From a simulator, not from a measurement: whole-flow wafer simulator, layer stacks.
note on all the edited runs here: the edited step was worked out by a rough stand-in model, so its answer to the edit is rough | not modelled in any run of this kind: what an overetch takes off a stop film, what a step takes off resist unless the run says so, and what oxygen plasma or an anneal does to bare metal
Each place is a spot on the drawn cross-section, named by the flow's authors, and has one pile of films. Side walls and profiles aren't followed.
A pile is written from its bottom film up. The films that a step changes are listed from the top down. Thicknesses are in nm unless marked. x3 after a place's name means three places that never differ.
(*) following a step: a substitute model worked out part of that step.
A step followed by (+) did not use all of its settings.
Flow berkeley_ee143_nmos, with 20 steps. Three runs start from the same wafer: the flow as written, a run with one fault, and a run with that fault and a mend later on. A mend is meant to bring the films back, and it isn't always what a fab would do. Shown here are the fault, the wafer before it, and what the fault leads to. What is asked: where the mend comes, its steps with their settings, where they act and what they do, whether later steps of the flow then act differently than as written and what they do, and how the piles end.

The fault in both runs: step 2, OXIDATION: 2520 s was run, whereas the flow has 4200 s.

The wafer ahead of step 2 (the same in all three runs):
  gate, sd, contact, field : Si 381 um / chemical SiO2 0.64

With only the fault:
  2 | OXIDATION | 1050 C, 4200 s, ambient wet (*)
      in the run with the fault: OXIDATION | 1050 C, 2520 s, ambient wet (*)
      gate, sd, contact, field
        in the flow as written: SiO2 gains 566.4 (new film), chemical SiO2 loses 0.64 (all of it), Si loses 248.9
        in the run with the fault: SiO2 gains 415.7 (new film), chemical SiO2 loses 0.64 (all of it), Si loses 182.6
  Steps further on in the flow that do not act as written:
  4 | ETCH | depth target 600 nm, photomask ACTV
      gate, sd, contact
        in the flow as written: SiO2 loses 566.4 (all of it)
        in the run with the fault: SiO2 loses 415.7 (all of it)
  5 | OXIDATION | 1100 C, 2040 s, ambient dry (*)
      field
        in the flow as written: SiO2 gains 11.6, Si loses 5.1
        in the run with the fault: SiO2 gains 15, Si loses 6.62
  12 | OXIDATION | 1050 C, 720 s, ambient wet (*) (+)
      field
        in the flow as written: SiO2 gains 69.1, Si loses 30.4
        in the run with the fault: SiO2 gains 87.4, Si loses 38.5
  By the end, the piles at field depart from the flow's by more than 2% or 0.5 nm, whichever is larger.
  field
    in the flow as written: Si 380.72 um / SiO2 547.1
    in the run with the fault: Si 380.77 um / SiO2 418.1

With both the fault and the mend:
  The mend follows step 2.
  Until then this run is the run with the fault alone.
  2a | OXIDATION | 1050 C, 1680 s, ambient wet (*) (the flow's step 2 again, with other settings)
      gate, sd, contact, field
        SiO2 gains 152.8, Si loses 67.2
  Every later step of the flow that is run acts as written, at every place that is followed, to within 2% or 0.5 nm, whichever is larger.
  When the end is reached, the piles differ only a little from the flow's at the places that both follow, at most by 2% or 0.5 nm, whichever is larger.
